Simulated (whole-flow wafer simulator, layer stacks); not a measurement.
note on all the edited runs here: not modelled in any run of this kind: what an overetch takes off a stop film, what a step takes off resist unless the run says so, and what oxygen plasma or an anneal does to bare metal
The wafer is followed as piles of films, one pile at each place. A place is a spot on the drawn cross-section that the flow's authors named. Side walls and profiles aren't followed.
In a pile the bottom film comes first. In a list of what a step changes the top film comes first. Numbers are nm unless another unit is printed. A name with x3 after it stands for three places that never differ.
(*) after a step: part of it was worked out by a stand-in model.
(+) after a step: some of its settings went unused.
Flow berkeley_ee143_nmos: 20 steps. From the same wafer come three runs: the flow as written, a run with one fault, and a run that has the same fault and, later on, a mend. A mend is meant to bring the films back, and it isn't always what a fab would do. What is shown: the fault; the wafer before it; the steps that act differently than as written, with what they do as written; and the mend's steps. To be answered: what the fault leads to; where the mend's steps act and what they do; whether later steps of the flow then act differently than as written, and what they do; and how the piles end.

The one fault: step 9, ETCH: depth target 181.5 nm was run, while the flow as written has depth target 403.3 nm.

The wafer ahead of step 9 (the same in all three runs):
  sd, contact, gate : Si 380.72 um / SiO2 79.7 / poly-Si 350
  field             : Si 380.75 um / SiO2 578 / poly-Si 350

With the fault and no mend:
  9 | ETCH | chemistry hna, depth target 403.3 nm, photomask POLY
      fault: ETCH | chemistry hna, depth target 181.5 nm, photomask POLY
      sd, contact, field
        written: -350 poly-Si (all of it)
        fault: -181.5 poly-Si
  Steps later in the flow that act otherwise than as written:
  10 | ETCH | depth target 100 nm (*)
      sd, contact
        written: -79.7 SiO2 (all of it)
        fault: nothing
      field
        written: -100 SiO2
        fault: nothing
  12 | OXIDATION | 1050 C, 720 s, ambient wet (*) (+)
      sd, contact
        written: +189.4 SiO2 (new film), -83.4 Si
        fault: +217.6 SiO2 (new film), -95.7 poly-Si
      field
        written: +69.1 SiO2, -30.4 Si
        fault: +217.6 SiO2 (new film), -95.7 poly-Si
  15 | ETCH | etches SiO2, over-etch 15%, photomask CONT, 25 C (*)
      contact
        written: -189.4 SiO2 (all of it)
        fault: -217.6 SiO2 (all of it)
  By the end, the piles at sd, contact, field depart from the flow's by more than 2% or 0.5 nm, whichever is larger.
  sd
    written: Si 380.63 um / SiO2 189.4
    fault: Si 380.72 um / SiO2 79.7 / poly-Si 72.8 / SiO2 217.6
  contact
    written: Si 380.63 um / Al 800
    fault: Si 380.72 um / SiO2 79.7 / poly-Si 72.8 / Al 800
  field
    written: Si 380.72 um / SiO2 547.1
    fault: Si 380.75 um / SiO2 578 / poly-Si 72.8 / SiO2 217.6

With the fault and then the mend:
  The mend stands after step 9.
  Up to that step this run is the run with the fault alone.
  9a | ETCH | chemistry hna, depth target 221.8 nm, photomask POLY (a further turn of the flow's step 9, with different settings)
      sd, contact, field
        -168.5 poly-Si (all of it)
  Later steps of the flow that are run all act as written at every place that is followed.
  By the end, the piles equal the flow's at every place that both follow.
